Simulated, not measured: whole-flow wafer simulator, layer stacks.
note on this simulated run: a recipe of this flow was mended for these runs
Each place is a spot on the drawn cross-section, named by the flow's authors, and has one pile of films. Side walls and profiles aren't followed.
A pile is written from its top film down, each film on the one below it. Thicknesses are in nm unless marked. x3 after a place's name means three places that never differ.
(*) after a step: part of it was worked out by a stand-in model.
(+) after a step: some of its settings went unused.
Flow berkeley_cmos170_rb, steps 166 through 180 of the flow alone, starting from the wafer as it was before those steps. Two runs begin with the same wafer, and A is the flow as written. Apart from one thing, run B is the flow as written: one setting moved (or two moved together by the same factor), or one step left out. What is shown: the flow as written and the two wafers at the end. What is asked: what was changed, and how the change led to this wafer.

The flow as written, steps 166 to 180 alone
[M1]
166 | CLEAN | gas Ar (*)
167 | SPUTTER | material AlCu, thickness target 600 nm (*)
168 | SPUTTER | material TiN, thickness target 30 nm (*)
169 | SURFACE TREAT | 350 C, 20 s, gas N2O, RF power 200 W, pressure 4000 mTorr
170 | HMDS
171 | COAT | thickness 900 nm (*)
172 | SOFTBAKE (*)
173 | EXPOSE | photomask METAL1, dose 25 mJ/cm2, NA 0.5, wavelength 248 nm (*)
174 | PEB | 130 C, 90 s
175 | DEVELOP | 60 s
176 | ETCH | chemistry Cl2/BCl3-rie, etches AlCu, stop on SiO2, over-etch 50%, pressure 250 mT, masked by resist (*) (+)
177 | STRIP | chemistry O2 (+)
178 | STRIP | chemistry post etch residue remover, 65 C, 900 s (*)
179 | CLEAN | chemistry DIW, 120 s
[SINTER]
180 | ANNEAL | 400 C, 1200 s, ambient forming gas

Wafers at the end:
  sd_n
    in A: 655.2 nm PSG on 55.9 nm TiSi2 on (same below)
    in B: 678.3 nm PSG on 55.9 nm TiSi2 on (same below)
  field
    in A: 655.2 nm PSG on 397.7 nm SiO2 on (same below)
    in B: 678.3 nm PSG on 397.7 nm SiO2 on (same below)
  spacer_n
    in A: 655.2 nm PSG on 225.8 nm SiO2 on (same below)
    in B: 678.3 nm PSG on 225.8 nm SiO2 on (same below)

The reason: step 176, ETCH: over-etch 20.6% was run, while the flow as written has over-etch 50%.

The path from the change to this, step by step:
  176 | ETCH | chemistry Cl2/BCl3-rie, etches AlCu, stop on SiO2, over-etch 50%, pressure 250 mT, masked by resist (*) (+)
      field, sd_n, spacer_n, gate, spacer_p, gate_p: A -30 TiN (all of it), -600 AlCu (all of it), -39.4 PSG | B -30 TiN (all of it), -600 AlCu (all of it), -16.2 PSG
      contact, m1: A -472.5 KrF-resist | B -379.9 KrF-resist
      (and at 1 other place as well)
  177 | STRIP | chemistry O2 (+)
      contact: A -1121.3 KrF-resist (all of it) | B -1213.9 KrF-resist (all of it)
      m1: A -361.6 KrF-resist (all of it) | B -454.2 KrF-resist (all of it)
